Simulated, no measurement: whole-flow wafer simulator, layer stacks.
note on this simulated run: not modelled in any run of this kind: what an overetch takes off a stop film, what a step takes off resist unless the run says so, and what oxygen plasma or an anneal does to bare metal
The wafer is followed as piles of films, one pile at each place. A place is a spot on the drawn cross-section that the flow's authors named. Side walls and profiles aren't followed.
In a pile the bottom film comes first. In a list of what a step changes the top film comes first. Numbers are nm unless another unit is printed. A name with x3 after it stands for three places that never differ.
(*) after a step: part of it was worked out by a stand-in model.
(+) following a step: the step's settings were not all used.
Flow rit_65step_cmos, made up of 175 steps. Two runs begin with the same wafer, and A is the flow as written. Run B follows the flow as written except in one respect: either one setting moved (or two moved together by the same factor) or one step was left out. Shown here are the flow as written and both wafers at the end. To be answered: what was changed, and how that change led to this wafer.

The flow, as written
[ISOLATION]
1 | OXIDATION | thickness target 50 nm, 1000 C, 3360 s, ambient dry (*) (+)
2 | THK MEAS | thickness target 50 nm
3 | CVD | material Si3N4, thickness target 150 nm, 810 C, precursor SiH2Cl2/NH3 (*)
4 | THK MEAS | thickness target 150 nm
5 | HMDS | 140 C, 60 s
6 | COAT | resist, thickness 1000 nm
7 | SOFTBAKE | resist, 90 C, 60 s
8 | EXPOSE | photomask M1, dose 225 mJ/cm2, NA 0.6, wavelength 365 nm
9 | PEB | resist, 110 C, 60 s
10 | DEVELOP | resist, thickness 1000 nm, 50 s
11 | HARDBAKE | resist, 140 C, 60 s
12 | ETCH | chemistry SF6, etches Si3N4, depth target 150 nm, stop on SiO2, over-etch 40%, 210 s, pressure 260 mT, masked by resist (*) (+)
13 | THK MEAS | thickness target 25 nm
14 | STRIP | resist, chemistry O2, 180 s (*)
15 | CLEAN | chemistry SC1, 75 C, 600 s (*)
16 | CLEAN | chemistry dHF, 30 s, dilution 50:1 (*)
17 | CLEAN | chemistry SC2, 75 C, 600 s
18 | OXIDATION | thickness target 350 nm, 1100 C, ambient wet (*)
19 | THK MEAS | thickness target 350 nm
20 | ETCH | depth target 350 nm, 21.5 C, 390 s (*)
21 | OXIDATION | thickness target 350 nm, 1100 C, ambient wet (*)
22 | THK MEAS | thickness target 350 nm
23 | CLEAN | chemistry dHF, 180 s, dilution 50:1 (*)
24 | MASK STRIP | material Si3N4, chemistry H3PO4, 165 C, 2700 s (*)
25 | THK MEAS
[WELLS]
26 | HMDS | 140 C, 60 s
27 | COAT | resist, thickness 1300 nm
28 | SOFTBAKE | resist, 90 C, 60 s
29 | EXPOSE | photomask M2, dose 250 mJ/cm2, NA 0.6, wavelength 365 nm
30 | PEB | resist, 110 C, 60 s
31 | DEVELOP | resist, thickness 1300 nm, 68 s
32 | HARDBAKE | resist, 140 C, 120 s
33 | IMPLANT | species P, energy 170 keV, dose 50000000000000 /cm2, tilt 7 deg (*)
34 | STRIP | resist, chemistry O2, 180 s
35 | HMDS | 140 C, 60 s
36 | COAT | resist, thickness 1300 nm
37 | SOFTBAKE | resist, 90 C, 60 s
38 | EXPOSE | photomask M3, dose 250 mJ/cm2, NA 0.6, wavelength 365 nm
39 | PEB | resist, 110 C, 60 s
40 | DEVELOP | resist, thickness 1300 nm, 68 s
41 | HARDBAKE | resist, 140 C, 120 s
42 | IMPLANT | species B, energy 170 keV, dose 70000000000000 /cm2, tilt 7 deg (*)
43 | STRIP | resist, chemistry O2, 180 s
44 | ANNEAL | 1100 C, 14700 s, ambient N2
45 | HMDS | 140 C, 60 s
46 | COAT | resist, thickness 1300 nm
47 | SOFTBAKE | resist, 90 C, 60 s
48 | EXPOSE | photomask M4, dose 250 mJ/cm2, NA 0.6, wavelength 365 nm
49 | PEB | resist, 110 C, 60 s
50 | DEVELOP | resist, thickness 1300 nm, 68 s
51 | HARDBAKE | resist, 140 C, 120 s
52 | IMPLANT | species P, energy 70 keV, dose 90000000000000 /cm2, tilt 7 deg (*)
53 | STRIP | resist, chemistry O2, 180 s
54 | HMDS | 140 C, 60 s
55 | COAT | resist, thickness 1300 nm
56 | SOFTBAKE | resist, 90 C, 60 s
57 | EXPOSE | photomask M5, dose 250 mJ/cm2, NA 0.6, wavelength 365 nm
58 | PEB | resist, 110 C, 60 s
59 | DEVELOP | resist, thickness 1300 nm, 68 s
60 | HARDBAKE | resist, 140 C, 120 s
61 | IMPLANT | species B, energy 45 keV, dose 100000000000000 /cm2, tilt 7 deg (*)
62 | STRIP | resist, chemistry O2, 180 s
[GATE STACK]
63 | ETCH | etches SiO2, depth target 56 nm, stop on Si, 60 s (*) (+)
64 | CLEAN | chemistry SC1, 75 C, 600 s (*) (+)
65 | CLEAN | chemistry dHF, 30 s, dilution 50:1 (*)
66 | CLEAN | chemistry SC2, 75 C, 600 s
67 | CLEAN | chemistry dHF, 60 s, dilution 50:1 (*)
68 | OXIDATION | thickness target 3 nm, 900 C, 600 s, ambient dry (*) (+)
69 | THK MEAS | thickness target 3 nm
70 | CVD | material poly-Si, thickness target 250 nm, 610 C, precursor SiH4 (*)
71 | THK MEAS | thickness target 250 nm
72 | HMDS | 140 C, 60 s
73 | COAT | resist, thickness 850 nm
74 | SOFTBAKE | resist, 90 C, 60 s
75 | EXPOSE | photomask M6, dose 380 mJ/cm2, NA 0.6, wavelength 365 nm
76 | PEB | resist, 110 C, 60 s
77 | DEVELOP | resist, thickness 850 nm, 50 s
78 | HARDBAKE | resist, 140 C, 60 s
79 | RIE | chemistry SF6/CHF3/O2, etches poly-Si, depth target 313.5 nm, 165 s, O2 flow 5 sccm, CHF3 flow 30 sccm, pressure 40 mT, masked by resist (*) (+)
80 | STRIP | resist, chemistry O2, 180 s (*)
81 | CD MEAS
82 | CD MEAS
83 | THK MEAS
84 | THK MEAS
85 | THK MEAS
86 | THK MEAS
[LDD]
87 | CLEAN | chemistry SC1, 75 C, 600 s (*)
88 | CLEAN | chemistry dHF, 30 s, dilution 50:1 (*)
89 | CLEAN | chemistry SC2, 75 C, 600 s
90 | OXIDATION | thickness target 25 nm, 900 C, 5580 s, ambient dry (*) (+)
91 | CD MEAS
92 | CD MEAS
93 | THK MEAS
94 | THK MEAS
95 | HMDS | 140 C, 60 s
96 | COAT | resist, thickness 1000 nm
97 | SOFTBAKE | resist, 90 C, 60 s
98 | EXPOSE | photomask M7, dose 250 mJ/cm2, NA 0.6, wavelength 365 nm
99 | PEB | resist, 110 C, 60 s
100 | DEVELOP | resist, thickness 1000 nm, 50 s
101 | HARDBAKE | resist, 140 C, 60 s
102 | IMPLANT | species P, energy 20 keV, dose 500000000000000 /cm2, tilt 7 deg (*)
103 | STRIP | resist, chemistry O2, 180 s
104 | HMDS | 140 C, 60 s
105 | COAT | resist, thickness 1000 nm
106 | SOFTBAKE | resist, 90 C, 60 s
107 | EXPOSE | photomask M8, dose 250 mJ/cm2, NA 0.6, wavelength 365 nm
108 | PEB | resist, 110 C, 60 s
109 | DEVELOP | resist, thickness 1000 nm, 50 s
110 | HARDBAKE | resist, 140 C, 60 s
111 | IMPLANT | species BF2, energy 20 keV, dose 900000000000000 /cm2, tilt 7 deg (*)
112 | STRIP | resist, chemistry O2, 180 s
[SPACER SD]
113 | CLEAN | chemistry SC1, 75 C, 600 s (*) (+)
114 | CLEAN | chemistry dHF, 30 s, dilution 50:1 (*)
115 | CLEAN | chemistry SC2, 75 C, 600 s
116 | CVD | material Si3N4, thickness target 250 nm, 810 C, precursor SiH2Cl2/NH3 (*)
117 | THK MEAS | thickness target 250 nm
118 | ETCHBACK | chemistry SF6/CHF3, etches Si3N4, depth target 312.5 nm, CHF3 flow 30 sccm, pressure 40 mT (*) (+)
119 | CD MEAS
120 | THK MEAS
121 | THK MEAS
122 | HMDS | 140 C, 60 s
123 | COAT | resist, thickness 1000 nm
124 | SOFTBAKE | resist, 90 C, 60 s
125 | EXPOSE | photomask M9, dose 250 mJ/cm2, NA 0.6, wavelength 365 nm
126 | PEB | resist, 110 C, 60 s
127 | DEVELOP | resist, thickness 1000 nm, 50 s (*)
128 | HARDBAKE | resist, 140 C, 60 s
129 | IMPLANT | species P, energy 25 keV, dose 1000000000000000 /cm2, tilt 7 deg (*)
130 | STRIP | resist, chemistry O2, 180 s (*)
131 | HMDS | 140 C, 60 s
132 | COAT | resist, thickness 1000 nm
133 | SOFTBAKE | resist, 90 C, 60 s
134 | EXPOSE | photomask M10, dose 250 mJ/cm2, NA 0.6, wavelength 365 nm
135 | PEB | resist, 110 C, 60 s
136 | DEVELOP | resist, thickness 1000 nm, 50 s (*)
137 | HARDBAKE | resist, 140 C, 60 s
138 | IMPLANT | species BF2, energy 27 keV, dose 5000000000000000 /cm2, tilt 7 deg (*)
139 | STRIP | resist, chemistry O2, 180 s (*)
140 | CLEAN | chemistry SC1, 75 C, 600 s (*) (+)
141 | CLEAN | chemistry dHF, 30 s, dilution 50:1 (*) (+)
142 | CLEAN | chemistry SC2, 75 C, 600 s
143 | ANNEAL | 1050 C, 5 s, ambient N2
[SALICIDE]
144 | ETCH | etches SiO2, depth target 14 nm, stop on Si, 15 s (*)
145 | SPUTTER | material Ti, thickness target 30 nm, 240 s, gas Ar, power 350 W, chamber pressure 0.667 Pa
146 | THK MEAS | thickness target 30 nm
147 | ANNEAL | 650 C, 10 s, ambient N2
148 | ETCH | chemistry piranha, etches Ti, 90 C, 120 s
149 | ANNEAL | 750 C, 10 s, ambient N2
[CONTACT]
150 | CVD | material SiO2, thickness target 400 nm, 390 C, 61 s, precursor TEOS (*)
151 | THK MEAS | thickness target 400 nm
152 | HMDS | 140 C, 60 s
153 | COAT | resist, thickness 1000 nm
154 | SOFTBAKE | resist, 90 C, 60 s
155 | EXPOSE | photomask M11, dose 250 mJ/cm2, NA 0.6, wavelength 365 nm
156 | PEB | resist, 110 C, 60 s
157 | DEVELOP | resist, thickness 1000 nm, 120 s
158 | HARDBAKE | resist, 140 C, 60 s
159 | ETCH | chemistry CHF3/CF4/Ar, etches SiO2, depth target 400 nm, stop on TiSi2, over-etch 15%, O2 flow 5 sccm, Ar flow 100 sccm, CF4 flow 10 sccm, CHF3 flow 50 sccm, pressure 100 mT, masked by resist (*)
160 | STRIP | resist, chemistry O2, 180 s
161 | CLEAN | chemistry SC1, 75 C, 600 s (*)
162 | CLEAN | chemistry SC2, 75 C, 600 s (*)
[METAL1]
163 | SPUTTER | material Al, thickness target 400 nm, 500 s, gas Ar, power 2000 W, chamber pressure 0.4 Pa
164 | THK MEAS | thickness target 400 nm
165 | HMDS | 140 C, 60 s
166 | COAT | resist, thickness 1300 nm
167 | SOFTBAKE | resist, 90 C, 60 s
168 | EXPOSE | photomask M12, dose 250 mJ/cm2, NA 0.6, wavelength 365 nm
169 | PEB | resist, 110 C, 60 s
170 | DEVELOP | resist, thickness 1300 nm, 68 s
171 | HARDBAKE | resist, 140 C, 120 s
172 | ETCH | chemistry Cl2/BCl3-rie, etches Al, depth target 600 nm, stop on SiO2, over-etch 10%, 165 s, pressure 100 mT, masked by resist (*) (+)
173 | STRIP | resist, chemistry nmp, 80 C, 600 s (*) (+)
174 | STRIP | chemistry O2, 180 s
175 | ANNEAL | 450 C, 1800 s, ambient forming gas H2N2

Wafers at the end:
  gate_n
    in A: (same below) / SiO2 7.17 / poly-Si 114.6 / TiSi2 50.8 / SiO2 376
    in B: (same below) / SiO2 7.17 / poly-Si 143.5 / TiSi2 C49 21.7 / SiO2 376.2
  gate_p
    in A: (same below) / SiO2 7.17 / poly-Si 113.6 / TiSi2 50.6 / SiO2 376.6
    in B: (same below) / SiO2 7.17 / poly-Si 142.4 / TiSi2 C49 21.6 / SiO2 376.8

The reason: step 145, SPUTTER: 96 s was run, though the flow has 240 s.

How this came from the change, step by step:
  145 | SPUTTER | material Ti, thickness target 30 nm, 240 s, gas Ar, power 350 W, chamber pressure 0.667 Pa
      field, field_pw, field_nw, field_p, spacer, spacer_p: A Ti gains 30 (new film) | B Ti gains 12 (new film)
      gate_n: A Ti gains 27.3 (new film) | B Ti gains 11 (new film)
      (and at 1 other place as well)
  147 | ANNEAL | 650 C, 10 s, ambient N2
      gate_n: A Ti loses 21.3, TiSi first gains 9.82 (new film), TiSi2 C49 gains 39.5 (new film), poly-Si loses 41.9 | B Ti loses 8.56, TiSi2 C49 gains 21.8 (new film), poly-Si loses 19.5
      gate_p: A Ti loses 21.2, TiSi first gains 9.56 (new film), TiSi2 C49 gains 39.6 (new film), poly-Si loses 41.9 | B Ti loses 8.53, TiSi2 C49 gains 21.7 (new film), poly-Si loses 19.4
  148 | ETCH | chemistry piranha, etches Ti, 90 C, 120 s
      gate_n: A Ti loses 6 (all of it), TiSi first loses 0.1 | B Ti loses 2.42 (all of it), TiSi2 C49 loses 0.11
      gate_p: A Ti loses 5.97 (all of it), TiSi first loses 0.1 | B Ti loses 2.41 (all of it), TiSi2 C49 loses 0.11
      (and at 6 other places as well)
  149 | ANNEAL | 750 C, 10 s, ambient N2
      gate_n: A TiSi2 gains 50.8 (new film), TiSi first loses 9.72 (all of it), TiSi2 C49 loses 39.5 (all of it), poly-Si loses 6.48 | B nothing
      gate_p: A TiSi2 gains 50.6 (new film), TiSi first loses 9.46 (all of it), TiSi2 C49 loses 39.6 (all of it), poly-Si loses 6.31 | B nothing
